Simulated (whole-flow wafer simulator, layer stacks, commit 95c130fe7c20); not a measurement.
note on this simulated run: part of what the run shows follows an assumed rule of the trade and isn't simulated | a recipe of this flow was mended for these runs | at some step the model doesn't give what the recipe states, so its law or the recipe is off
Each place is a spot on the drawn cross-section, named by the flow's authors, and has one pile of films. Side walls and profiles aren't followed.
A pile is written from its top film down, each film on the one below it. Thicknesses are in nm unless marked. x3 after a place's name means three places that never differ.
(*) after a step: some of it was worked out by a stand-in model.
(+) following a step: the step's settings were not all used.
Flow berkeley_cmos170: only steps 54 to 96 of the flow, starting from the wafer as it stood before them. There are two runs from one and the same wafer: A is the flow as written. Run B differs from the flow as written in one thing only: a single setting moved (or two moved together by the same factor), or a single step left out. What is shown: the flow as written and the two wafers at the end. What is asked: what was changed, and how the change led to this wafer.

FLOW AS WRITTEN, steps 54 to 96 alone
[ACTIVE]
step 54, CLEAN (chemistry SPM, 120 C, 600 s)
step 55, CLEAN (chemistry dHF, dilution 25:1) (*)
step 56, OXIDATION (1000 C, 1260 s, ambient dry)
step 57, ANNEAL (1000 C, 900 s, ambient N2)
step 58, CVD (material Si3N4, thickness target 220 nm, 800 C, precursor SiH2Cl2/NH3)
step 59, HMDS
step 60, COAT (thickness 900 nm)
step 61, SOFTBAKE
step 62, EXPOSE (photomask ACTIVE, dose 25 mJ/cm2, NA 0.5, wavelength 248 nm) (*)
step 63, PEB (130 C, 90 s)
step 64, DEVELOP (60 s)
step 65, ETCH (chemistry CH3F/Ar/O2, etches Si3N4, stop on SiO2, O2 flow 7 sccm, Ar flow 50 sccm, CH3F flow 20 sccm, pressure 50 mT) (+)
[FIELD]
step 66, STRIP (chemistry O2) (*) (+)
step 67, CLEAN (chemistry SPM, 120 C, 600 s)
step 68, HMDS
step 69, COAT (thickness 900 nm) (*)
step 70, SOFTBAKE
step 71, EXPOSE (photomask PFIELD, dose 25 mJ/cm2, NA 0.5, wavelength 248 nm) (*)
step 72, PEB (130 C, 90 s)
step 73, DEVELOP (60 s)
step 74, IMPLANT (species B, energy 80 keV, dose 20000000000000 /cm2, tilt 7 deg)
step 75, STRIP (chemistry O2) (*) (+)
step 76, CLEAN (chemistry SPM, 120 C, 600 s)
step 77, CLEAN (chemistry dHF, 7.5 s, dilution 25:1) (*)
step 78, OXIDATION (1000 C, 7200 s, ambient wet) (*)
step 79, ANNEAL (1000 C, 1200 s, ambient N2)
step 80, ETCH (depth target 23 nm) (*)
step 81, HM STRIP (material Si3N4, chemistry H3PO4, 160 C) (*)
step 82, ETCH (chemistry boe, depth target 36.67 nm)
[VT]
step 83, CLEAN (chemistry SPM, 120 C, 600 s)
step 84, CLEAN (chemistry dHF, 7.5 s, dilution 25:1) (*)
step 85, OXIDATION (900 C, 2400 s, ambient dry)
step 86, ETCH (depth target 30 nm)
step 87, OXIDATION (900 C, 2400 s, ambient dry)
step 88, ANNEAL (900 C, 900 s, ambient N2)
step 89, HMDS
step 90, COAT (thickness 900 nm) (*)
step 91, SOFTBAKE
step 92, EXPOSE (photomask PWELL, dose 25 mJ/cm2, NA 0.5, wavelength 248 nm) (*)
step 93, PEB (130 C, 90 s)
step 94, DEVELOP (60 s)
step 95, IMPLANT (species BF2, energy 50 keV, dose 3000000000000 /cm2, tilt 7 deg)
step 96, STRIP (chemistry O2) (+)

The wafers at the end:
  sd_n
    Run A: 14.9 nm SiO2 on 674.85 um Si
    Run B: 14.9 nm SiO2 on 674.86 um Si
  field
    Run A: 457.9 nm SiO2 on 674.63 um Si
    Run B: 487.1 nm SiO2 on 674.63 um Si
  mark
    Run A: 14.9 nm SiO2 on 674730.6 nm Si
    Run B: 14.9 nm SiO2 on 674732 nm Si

Cause: step 82, ETCH: depth target 7.333 nm was run, though the flow has depth target 36.67 nm.

How this came from the change, step by step:
  step 82, ETCH (chemistry boe, depth target 36.67 nm)
      mark, sd_n, spacer_n and 9 more: A SiO2 loses 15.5 (all of it) | B SiO2 loses 7.33
      field: A SiO2 loses 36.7 | B SiO2 loses 7.33
  step 83, CLEAN (chemistry SPM, 120 C, 600 s)
      mark, sd_n, spacer_n and 9 more: A chemical SiO2 gains 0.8 (new film), Si loses 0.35 | B nothing
  step 84, CLEAN (chemistry dHF, 7.5 s, dilution 25:1) (*)
      mark, sd_n, spacer_n and 9 more: A chemical SiO2 loses 0.8 (all of it) | B SiO2 loses 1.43
  step 85, OXIDATION (900 C, 2400 s, ambient dry)
      mark, sd_n, spacer_n and 9 more: A SiO2 gains 14.9 (new film), Si loses 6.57 | B SiO2 gains 12.7, Si loses 5.57
  step 86, ETCH (depth target 30 nm)
      mark, sd_n, spacer_n and 9 more: A SiO2 loses 14.9 (all of it) | B SiO2 loses 19.4 (all of it)
